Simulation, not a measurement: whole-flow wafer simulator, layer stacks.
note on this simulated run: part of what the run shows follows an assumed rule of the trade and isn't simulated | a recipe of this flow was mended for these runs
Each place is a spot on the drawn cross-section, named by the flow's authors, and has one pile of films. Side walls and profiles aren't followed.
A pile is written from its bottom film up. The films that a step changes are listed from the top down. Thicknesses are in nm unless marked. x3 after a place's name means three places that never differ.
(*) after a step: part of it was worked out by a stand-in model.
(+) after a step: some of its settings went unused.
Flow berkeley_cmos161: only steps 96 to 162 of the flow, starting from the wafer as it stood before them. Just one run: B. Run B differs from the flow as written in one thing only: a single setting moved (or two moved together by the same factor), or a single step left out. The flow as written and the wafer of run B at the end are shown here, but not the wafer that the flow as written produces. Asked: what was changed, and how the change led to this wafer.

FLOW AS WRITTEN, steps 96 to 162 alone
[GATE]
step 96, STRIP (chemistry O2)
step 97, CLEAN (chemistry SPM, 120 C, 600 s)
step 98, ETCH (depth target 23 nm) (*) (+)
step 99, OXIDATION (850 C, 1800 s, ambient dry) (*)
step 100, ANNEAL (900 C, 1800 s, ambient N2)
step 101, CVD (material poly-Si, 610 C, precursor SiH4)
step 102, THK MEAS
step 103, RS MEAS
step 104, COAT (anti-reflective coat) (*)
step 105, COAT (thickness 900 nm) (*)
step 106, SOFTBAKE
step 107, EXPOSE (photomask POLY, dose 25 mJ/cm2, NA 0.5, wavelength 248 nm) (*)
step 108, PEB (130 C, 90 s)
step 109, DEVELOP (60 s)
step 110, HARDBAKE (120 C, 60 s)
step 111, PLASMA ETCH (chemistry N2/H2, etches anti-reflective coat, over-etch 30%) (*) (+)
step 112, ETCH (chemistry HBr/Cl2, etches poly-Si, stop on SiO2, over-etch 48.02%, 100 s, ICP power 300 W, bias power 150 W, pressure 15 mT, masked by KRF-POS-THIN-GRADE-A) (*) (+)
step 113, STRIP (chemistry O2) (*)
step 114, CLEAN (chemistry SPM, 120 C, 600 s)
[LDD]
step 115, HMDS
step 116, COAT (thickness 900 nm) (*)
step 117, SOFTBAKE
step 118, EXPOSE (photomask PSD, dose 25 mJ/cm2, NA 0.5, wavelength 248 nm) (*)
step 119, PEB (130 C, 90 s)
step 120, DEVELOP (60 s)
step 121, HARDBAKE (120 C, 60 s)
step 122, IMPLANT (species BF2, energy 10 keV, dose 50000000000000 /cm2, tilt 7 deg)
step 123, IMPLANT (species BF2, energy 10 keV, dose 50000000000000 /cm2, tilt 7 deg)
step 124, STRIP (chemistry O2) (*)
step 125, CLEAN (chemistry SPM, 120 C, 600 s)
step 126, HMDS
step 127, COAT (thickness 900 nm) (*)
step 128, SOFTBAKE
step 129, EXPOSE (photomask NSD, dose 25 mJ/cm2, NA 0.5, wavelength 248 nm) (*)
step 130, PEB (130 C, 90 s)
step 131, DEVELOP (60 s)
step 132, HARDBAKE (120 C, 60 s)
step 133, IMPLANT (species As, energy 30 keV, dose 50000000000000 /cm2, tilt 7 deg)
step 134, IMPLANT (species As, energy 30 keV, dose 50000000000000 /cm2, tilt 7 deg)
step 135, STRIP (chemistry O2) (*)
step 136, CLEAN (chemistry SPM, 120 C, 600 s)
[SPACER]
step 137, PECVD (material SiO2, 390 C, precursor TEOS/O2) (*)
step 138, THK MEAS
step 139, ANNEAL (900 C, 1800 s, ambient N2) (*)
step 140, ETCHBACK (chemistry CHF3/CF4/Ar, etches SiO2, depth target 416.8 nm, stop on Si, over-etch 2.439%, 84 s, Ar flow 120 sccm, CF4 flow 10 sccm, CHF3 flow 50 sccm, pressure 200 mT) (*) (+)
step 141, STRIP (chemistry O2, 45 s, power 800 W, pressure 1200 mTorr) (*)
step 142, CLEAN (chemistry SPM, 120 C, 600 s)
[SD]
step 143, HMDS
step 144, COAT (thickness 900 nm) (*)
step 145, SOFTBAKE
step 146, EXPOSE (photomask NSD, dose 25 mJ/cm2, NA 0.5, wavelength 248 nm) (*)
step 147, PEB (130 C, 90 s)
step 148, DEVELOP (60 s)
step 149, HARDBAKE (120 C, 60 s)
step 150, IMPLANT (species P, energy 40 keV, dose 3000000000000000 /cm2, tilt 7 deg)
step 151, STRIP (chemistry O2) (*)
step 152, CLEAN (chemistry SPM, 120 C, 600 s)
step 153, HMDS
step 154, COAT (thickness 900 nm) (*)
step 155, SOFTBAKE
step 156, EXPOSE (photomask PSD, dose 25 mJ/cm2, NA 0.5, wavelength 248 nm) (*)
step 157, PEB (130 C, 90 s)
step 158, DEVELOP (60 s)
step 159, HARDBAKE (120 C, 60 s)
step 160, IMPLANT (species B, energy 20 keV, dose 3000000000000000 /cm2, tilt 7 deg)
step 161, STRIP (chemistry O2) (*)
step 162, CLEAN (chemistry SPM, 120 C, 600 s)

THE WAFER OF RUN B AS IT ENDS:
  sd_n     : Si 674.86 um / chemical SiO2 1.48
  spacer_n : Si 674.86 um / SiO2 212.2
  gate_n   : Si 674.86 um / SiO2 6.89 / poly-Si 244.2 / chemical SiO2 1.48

Cause: step 99, OXIDATION: 842 C was run, whereas the flow has 850 C.

Step by step, how the change led to this:
  step 99, OXIDATION (850 C, 1800 s, ambient dry) (*)
      sd_n, spacer_n, gate_n, sd_p, spacer_p, gate_p, contact, m1: +6.89 SiO2 (new film), -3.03 Si (it would be, as written: +7.48 SiO2 (new film), -3.29 Si)
